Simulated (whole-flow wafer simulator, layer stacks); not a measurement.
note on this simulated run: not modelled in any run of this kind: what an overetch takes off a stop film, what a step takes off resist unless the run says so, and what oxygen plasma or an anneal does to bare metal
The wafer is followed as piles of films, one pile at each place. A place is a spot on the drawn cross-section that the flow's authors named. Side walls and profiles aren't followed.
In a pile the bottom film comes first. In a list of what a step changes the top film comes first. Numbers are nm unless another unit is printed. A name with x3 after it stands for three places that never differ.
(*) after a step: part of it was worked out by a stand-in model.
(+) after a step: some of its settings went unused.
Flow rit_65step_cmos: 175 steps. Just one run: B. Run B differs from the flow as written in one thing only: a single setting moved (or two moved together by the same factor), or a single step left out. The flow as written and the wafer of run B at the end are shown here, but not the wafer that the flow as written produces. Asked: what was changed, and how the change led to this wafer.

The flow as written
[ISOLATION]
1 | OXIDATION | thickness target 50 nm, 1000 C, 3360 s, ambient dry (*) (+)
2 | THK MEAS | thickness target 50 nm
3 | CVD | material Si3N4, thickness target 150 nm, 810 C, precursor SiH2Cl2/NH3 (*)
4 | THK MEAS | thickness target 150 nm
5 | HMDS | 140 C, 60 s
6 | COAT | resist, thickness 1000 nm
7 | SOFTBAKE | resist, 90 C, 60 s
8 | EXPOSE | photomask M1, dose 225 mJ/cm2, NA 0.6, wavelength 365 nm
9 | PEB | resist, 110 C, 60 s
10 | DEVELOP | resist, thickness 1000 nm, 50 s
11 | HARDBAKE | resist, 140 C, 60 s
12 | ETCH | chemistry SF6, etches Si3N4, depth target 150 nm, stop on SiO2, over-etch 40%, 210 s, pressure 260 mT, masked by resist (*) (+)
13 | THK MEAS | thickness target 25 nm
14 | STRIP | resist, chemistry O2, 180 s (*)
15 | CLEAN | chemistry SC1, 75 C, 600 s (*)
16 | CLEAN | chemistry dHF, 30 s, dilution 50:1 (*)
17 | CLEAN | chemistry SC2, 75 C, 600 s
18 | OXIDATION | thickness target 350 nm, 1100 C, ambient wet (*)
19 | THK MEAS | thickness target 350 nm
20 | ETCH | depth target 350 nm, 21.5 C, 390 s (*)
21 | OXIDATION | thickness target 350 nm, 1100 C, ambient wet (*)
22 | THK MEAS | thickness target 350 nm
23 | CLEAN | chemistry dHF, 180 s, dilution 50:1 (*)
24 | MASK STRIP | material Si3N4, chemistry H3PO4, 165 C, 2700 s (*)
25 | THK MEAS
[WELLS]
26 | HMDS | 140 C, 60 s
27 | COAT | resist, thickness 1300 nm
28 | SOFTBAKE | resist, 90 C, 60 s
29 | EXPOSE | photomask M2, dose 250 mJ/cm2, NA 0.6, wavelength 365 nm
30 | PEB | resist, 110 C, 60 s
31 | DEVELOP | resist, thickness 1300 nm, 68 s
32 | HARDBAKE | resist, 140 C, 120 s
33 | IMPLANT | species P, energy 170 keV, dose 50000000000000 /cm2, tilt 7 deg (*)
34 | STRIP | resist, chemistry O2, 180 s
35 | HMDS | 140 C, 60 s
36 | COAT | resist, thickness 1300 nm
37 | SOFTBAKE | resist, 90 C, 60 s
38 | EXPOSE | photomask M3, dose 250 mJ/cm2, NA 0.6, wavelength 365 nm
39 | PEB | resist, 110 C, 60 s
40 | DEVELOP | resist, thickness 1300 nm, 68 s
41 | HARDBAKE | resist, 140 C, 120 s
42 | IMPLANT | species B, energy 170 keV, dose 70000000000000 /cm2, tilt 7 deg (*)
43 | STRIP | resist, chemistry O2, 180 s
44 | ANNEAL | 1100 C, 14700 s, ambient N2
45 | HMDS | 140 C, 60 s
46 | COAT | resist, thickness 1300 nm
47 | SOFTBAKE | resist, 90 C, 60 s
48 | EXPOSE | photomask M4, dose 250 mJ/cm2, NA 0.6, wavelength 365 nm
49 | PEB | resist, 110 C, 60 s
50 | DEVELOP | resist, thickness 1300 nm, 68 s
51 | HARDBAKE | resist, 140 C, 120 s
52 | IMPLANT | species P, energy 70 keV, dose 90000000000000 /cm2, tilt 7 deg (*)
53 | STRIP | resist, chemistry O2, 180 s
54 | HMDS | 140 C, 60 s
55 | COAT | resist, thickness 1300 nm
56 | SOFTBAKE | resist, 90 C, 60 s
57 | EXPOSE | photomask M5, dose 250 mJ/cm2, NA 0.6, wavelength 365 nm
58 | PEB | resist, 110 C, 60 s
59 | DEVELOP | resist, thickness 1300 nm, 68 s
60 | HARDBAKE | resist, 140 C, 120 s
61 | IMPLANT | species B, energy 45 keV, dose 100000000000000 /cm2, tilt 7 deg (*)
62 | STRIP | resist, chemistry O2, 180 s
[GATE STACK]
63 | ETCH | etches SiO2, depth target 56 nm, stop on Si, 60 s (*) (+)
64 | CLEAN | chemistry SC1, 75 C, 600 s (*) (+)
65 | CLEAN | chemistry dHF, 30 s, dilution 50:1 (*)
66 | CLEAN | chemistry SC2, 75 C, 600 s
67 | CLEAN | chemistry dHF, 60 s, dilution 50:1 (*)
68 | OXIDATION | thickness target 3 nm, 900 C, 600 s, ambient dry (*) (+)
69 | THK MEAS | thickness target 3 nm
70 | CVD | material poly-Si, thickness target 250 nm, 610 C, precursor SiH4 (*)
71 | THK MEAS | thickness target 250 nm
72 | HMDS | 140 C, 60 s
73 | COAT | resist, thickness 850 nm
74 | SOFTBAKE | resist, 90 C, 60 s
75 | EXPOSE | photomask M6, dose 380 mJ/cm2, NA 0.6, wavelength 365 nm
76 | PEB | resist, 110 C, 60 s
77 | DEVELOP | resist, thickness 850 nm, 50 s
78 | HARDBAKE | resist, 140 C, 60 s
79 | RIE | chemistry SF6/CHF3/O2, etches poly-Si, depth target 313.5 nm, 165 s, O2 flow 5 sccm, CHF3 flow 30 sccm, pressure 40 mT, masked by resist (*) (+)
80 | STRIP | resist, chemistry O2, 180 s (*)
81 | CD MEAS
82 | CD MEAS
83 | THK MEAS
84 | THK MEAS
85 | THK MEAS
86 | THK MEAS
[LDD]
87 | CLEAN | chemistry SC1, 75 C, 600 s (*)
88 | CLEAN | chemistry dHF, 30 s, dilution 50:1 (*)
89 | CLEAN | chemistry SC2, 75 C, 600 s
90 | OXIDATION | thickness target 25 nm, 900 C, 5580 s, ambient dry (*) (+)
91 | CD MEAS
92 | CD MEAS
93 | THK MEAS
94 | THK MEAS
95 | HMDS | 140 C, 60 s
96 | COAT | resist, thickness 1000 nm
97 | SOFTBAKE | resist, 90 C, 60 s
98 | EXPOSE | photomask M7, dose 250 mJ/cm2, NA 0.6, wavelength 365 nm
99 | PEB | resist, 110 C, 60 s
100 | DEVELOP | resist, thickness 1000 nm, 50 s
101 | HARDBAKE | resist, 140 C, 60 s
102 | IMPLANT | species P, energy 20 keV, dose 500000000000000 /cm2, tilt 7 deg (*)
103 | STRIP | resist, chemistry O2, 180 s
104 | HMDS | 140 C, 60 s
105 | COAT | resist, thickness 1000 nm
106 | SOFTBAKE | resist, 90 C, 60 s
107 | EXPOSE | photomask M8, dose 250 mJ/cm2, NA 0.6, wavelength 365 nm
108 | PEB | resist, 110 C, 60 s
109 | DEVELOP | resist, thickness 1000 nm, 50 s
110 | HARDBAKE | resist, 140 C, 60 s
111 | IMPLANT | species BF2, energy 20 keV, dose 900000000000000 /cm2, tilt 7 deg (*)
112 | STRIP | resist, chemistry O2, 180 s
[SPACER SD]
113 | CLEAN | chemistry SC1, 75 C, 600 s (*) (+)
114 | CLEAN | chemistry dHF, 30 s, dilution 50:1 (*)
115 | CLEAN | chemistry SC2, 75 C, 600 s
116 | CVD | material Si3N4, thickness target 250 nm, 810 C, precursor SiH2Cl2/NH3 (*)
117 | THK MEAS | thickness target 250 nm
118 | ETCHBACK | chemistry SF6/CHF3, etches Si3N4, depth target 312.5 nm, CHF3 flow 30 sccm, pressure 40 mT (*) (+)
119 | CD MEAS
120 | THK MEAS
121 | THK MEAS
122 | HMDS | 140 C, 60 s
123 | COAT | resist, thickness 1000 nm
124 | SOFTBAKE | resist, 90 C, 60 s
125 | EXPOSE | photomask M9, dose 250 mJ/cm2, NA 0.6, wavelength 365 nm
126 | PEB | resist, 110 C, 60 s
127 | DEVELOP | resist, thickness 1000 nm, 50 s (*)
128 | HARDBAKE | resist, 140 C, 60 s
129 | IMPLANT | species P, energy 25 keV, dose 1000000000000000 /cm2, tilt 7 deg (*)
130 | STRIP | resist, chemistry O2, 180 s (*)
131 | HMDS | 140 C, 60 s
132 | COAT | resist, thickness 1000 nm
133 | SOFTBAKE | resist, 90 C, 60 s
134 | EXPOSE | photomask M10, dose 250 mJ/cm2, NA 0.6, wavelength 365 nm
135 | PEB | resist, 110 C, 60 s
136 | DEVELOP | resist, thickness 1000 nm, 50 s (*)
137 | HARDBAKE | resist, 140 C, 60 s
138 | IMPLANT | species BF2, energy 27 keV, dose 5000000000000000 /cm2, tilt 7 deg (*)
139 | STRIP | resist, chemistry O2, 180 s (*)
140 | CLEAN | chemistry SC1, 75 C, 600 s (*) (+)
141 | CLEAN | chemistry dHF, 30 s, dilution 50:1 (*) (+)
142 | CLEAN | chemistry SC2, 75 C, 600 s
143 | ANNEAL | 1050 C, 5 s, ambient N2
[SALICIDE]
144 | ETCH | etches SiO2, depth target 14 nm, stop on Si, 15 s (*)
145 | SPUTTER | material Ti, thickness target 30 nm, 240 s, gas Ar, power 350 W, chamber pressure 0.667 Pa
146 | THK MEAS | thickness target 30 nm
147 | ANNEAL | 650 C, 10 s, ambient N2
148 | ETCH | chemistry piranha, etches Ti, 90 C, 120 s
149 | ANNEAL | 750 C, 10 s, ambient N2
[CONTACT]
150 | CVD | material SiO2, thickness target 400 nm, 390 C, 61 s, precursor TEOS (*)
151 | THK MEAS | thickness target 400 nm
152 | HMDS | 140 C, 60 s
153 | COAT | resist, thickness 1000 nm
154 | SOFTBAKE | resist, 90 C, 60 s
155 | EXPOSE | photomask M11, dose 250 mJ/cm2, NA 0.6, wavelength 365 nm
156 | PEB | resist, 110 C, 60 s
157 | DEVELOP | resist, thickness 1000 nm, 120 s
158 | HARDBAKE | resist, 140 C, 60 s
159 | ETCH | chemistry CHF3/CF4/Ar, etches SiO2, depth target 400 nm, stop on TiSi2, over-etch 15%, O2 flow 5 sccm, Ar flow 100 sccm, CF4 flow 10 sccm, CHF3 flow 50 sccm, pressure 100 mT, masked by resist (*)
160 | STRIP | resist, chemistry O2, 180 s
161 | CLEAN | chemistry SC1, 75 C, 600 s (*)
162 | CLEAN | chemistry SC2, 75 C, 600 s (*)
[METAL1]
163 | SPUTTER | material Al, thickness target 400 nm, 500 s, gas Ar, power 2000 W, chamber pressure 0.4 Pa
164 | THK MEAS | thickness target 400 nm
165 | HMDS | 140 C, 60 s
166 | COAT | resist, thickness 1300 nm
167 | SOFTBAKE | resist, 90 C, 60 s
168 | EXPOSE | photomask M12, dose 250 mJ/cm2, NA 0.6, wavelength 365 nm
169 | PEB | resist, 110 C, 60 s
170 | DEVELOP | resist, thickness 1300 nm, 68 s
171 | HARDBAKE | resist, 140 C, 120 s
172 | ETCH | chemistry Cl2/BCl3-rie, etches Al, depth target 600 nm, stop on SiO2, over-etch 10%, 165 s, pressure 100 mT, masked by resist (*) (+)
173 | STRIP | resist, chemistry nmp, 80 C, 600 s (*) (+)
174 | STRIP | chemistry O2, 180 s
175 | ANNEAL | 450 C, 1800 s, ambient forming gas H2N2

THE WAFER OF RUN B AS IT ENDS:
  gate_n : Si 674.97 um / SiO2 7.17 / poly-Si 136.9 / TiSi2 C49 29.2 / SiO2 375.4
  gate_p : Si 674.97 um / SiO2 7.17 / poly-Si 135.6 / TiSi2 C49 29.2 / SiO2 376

What caused this: step 147, ANNEAL: 601 C was run, while the flow as written has 650 C.

Step by step, how the change led to this:
  147 | ANNEAL | 650 C, 10 s, ambient N2
      gate_n: -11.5 Ti, +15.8 TiSi first (new film), +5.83 TiSi2 C49 (new film), -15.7 poly-Si (it would be, as written: -21.3 Ti, +9.82 TiSi first (new film), +39.5 TiSi2 C49 (new film), -41.9 poly-Si)
      gate_p: -11.5 Ti, +15.8 TiSi first (new film), +5.83 TiSi2 C49 (new film), -15.7 poly-Si (it would be, as written: -21.2 Ti, +9.56 TiSi first (new film), +39.6 TiSi2 C49 (new film), -41.9 poly-Si)
  148 | ETCH | chemistry piranha, etches Ti, 90 C, 120 s
      gate_n: -15.8 Ti (all of it), -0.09 TiSi first (it would be, as written: -6 Ti (all of it), -0.1 TiSi first)
      gate_p: -15.6 Ti (all of it), -0.09 TiSi first (it would be, as written: -5.97 Ti (all of it), -0.1 TiSi first)
  149 | ANNEAL | 750 C, 10 s, ambient N2
      gate_n: -15.7 TiSi first (all of it), +23.3 TiSi2 C49, -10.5 poly-Si (it would be, as written: +50.8 TiSi2 (new film), -9.72 TiSi first (all of it), -39.5 TiSi2 C49 (all of it), -6.48 poly-Si)
      gate_p: -15.7 TiSi first (all of it), +23.3 TiSi2 C49, -10.5 poly-Si (it would be, as written: +50.6 TiSi2 (new film), -9.46 TiSi first (all of it), -39.6 TiSi2 C49 (all of it), -6.31 poly-Si)
